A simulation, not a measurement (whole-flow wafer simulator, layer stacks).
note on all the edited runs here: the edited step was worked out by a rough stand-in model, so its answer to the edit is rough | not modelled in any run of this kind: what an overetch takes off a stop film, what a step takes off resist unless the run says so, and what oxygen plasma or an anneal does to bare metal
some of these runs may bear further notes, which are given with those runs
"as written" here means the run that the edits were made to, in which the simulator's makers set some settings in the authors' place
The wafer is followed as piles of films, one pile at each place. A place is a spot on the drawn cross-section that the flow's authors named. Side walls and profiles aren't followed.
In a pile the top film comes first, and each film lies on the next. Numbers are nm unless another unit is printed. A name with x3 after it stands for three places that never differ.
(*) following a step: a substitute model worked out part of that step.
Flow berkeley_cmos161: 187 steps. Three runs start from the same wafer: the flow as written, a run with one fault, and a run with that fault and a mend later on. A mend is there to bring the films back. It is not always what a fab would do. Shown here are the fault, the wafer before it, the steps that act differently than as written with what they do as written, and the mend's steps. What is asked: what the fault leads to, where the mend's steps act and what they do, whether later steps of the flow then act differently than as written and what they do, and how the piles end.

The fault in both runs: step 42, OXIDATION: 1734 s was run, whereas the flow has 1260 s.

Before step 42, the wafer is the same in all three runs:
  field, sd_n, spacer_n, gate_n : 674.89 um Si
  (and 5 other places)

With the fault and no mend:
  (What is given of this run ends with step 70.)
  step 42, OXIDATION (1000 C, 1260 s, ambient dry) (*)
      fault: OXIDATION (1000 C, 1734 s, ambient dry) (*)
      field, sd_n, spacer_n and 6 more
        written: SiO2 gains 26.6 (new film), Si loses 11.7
        fault: SiO2 gains 31.6 (new film), Si loses 13.9
  Steps later in the flow that act otherwise than as written (1 other step is not shown; it differs only slightly, by no more than 2% or 0.5 nm, whichever is larger):
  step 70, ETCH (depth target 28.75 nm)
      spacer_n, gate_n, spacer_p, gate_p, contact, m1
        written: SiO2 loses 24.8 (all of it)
        fault: SiO2 loses 28.8
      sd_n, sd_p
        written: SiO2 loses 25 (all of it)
        fault: SiO2 loses 28.8
  Once step 70 is done, the piles at sd_n, spacer_n, gate_n, sd_p, spacer_p, gate_p, contact, m1 depart from the flow's by more than 2% or 0.5 nm, whichever is larger.
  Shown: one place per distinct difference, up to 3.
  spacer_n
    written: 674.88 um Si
    fault: 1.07 nm SiO2 on 674.88 um Si
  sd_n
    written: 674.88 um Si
    fault: 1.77 nm SiO2 on 674.88 um Si
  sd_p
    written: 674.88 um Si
    fault: 1.78 nm SiO2 on 674.88 um Si

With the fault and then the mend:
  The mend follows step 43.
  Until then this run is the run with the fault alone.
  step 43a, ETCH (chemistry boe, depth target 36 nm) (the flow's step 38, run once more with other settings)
      field, sd_n, spacer_n and 6 more
        SiO2 loses 31.6 (all of it)
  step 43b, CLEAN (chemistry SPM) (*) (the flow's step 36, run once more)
      field, sd_n, spacer_n and 6 more
        chemical SiO2 gains 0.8 (new film), Si loses 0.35
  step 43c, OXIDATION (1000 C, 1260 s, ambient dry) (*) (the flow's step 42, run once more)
      field, sd_n, spacer_n and 6 more
        SiO2 gains 26.7 (new film), chemical SiO2 loses 0.8 (all of it), Si loses 11.4
  Later steps of the flow that are run all act as written at every place that is followed, up to a difference of at most 2% or 0.5 nm, whichever is larger.
  The piles end only slightly different from the flow's at the places that both follow, by no more than 2% or 0.5 nm, whichever is larger.
